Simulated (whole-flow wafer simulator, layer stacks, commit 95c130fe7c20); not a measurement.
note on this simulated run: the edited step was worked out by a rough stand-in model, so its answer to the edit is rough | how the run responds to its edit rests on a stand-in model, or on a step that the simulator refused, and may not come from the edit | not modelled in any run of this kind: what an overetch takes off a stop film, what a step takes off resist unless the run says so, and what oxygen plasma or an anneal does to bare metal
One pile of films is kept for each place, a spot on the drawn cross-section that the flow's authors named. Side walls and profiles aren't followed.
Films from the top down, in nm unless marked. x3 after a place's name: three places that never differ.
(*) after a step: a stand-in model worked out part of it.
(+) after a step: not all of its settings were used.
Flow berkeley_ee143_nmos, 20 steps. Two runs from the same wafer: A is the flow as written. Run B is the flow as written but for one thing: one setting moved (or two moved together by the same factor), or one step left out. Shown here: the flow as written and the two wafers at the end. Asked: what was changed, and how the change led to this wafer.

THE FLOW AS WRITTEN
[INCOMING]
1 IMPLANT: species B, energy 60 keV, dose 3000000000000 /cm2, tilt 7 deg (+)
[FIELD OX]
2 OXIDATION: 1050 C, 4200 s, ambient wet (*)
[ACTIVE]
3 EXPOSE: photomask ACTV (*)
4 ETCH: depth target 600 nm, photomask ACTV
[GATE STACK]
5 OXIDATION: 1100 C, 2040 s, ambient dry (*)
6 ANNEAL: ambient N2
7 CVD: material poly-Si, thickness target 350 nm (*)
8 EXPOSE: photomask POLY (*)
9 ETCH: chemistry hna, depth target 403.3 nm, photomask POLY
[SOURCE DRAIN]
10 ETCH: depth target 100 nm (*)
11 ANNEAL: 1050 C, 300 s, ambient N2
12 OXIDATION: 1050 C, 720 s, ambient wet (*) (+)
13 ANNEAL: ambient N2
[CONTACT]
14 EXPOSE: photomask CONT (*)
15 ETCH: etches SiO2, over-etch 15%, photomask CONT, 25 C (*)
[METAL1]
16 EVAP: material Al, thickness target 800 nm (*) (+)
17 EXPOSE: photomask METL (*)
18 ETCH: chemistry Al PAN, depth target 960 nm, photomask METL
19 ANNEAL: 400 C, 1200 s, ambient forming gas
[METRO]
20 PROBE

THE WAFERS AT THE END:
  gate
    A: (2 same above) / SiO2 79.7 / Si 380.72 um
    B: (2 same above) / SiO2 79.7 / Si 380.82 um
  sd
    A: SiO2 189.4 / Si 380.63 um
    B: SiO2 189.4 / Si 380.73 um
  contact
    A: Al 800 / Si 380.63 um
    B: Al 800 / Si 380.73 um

The cause: step 2, OXIDATION: 971 C was run, where the flow has 1050 C.

How the change led to this, step by step:
  2 OXIDATION: 1050 C, 4200 s, ambient wet (*)
      gate, sd, contact, field: A SiO2 +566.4 (new film), chemical SiO2 -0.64 (all of it), Si -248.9 | B SiO2 +334.2 (new film), chemical SiO2 -0.64 (all of it), Si -146.8
  4 ETCH: depth target 600 nm, photomask ACTV
      gate, sd, contact: A SiO2 -566.4 (all of it) | B SiO2 -334.2 (all of it)
  5 OXIDATION: 1100 C, 2040 s, ambient dry (*)
      field: A SiO2 +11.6, Si -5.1 | B SiO2 +17.9, Si -7.87
  12 OXIDATION: 1050 C, 720 s, ambient wet (*) (+)
      field: A SiO2 +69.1, Si -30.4 | B SiO2 +101.3, Si -44.6
